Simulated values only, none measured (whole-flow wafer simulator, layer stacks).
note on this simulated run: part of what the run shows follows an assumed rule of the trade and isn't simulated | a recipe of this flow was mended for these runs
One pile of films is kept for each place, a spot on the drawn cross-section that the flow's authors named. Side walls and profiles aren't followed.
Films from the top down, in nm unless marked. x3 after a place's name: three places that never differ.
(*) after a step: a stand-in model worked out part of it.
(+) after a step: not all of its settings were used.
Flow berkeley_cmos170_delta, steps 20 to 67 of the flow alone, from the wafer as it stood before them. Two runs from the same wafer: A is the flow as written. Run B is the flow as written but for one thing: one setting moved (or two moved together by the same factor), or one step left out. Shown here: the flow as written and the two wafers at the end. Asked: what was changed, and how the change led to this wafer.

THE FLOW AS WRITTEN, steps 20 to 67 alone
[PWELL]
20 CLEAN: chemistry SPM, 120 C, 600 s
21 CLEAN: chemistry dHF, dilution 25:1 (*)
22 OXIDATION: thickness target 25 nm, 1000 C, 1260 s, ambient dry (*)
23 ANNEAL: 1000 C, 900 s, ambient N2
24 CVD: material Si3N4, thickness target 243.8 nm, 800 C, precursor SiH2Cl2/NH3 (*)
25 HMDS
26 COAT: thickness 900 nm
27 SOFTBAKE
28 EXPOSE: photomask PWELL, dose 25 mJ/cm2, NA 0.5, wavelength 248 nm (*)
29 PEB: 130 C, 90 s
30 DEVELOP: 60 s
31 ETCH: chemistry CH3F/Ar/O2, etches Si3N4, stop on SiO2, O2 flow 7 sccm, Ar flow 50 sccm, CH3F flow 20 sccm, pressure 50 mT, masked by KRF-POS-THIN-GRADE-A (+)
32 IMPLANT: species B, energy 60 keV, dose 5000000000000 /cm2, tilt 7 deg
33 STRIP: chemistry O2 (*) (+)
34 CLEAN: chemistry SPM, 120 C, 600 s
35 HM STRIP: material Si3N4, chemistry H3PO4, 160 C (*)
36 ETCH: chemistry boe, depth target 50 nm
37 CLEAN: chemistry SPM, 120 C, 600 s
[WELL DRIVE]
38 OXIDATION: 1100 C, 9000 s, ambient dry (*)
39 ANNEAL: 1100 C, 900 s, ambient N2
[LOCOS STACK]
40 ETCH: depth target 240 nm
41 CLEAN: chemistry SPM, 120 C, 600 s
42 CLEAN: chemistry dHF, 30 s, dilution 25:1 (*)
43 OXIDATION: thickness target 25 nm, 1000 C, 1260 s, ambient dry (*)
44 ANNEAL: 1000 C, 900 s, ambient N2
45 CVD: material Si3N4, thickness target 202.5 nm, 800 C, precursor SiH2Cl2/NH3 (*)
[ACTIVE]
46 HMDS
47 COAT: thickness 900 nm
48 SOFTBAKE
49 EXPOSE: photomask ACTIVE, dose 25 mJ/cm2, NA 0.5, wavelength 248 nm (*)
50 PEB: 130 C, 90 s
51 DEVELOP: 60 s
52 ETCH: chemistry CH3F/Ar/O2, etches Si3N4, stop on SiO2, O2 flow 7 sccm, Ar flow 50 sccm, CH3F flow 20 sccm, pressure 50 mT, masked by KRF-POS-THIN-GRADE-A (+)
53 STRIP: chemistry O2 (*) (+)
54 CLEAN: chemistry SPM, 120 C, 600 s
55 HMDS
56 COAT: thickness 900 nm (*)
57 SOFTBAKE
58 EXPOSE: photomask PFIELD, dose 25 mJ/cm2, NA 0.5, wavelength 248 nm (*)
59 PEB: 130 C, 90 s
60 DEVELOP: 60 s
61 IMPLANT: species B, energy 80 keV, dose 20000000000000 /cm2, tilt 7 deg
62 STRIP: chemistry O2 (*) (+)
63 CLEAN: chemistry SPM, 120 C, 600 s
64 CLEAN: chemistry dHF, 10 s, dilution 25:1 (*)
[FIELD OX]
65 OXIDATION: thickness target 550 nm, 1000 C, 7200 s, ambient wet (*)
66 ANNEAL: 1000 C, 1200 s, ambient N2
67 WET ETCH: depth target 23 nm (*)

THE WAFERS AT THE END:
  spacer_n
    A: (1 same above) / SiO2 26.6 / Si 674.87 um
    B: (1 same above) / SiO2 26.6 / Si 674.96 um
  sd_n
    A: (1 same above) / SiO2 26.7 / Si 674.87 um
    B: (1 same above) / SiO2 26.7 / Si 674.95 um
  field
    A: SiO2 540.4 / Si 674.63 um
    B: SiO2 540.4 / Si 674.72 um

The cause: step 38, OXIDATION: 1100 C, 9000 s, ambient dry (*), was left out.

How the change led to this, step by step:
  40 ETCH: depth target 240 nm
      field, sd_n, spacer_n and 6 more: A SiO2 -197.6 (all of it) | B chemical SiO2 -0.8 (all of it)
